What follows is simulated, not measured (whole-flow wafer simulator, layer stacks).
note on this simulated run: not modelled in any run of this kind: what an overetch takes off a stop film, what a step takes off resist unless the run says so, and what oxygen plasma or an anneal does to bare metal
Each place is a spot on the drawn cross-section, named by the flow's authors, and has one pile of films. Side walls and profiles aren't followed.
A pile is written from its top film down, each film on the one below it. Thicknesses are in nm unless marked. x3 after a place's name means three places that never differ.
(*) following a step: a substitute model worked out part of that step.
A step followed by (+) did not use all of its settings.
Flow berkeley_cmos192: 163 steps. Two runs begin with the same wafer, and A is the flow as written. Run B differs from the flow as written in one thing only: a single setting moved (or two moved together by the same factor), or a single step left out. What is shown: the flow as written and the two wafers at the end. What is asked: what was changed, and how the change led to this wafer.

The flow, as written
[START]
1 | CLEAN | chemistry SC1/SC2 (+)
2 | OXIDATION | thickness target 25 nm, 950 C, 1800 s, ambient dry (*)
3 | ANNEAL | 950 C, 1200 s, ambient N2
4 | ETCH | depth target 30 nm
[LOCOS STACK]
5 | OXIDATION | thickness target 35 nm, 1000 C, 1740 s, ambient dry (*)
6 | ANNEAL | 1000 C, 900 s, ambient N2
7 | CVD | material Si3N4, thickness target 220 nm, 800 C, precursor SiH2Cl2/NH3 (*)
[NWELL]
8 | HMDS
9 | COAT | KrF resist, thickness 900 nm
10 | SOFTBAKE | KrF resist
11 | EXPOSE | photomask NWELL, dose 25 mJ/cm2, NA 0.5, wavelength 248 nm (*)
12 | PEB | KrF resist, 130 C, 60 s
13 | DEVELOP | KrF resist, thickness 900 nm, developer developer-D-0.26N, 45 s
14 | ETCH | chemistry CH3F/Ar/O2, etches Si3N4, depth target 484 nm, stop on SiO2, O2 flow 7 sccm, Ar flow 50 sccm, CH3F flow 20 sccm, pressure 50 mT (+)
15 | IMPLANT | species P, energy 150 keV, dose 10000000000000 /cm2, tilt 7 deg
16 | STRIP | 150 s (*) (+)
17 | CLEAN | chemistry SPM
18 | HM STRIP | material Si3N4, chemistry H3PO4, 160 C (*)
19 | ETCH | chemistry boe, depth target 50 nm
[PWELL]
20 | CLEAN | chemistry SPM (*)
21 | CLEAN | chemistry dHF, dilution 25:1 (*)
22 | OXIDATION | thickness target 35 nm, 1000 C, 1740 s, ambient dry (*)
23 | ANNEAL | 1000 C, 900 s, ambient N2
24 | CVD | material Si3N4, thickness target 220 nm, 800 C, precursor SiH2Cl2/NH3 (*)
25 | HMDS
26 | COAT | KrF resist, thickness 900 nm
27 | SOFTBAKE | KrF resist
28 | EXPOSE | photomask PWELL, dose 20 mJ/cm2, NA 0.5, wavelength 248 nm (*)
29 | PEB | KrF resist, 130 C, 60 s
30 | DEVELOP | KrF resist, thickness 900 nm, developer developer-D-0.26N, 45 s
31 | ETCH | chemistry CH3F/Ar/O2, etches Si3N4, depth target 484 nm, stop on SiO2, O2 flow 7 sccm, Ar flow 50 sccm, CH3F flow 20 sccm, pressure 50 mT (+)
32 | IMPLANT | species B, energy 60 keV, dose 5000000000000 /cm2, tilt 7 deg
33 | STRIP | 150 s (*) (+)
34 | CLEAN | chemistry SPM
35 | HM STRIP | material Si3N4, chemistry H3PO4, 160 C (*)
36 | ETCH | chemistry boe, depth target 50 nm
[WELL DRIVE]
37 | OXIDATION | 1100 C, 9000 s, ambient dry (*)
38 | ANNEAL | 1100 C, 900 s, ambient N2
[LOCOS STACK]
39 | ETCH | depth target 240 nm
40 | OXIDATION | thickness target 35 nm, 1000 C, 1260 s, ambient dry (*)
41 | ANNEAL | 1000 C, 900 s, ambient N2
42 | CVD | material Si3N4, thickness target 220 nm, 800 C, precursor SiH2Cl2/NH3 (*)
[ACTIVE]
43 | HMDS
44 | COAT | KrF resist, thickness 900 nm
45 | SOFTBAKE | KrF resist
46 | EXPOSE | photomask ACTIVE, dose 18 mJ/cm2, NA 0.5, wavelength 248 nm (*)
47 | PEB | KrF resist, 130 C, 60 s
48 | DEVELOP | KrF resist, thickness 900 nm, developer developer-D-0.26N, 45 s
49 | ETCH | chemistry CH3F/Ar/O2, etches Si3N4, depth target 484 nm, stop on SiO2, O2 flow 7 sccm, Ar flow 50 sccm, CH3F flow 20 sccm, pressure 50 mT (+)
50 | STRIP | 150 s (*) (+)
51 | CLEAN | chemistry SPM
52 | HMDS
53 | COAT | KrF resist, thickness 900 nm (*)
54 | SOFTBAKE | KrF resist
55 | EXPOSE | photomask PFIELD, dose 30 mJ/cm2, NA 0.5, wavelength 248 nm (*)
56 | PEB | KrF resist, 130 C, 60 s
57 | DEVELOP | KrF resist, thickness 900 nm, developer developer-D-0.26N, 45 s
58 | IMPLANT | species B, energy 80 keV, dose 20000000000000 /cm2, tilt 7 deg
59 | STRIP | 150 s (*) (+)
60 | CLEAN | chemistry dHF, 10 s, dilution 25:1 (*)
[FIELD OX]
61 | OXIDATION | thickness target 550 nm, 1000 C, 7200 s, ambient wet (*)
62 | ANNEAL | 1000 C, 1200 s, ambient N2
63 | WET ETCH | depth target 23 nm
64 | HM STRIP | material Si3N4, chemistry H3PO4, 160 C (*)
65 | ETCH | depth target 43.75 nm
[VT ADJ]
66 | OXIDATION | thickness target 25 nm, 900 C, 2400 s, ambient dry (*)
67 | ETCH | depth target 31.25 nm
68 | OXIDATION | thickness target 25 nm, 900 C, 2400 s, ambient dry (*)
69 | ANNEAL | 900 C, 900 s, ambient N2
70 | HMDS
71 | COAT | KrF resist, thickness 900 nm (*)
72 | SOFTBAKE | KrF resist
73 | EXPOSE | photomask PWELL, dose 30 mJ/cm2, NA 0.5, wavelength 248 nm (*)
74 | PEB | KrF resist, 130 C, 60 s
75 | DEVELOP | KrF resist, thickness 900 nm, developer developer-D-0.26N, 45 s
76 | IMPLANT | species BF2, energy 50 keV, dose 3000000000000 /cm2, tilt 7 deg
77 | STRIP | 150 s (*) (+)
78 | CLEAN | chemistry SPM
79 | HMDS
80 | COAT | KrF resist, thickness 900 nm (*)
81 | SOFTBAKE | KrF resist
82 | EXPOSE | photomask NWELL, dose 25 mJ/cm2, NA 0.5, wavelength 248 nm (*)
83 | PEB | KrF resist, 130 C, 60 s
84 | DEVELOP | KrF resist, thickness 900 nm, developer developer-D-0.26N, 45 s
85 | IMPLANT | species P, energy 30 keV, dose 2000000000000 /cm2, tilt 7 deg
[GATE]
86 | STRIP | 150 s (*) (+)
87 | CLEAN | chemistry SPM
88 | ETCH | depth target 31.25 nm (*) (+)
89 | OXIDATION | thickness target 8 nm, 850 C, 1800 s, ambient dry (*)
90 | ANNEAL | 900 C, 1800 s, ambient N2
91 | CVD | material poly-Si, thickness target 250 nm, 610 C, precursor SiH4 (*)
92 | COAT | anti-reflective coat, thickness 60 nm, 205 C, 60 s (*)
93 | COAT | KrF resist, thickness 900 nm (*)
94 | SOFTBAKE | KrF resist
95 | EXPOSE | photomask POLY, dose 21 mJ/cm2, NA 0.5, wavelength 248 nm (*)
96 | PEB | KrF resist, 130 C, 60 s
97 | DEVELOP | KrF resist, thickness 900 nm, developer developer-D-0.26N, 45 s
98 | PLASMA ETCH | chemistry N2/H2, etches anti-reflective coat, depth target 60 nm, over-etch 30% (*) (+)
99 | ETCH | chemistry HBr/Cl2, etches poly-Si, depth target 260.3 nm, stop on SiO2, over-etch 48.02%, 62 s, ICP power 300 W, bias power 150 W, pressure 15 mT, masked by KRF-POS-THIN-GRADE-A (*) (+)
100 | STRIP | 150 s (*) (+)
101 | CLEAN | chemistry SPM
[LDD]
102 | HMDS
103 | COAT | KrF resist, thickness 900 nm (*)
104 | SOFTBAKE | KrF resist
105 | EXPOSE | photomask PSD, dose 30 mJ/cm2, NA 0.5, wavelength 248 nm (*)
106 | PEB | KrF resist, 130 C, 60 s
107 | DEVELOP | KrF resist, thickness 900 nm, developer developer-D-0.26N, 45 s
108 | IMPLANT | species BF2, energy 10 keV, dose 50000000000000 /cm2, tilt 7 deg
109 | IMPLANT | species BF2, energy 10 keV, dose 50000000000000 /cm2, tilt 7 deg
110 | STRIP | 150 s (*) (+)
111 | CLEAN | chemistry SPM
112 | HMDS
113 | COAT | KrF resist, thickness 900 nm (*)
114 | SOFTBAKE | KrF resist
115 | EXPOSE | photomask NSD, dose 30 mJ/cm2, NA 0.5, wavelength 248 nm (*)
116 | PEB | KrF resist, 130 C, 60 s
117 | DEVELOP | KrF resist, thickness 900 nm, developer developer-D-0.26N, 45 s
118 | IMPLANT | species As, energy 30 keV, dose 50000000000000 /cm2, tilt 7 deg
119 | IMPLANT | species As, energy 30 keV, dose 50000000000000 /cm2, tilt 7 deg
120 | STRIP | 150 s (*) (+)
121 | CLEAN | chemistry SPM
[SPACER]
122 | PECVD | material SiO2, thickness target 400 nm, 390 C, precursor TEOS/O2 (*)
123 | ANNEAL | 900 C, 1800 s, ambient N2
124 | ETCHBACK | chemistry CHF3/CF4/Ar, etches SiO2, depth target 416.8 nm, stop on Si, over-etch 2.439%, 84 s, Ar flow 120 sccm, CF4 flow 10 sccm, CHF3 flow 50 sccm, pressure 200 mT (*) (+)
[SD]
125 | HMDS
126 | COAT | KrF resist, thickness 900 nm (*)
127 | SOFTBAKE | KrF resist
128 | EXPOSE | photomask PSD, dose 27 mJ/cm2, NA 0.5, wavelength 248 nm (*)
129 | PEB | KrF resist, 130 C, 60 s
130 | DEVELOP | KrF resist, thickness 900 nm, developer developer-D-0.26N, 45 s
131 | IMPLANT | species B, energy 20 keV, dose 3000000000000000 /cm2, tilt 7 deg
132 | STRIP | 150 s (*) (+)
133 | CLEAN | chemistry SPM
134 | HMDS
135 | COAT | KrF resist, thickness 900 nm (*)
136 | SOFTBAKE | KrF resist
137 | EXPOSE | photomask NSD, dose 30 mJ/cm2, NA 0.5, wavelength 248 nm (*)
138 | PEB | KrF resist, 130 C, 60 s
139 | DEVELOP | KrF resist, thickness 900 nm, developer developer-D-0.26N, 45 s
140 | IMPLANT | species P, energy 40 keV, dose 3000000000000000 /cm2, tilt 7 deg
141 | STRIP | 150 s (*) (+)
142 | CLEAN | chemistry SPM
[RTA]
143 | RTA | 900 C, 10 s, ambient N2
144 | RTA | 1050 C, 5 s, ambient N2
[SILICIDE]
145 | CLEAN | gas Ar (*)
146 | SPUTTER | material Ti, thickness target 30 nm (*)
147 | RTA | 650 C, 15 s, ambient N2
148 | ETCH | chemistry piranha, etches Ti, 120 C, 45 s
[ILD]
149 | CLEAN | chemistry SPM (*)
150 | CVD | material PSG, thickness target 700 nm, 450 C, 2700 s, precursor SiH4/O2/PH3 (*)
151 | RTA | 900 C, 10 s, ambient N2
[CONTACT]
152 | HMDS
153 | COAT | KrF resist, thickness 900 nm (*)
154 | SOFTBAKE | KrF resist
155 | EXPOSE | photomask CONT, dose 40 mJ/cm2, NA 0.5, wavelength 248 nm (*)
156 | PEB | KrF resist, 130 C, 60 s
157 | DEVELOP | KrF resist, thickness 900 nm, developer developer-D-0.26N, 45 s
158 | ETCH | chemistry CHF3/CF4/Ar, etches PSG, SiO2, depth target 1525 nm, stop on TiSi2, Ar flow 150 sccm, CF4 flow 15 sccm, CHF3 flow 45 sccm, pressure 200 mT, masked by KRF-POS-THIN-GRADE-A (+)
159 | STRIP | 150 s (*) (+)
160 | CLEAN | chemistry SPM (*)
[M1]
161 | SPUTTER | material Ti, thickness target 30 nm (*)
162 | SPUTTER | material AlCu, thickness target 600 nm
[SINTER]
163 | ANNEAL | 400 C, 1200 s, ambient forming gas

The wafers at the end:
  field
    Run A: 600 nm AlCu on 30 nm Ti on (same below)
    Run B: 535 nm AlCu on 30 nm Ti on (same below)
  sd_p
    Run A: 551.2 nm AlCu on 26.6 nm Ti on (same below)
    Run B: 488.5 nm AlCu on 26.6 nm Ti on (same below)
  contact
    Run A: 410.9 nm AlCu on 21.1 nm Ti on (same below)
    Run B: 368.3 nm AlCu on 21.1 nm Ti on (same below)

Cause: step 162, SPUTTER: thickness target 535 nm was run, while the flow as written has thickness target 600 nm.
One can read it off the wafer: field has AlCu 535, and step 162 as written asks for 600 nm.

How this came from the change, step by step:
  162 | SPUTTER | material AlCu, thickness target 600 nm
      field, sd_n, spacer_n, gate, spacer_p, gate_p, m1: A +600 AlCu (new film) | B +535 AlCu (new film)
      sd_p: A +551.2 AlCu (new film) | B +488.5 AlCu (new film)
      (as well as at 1 more place)
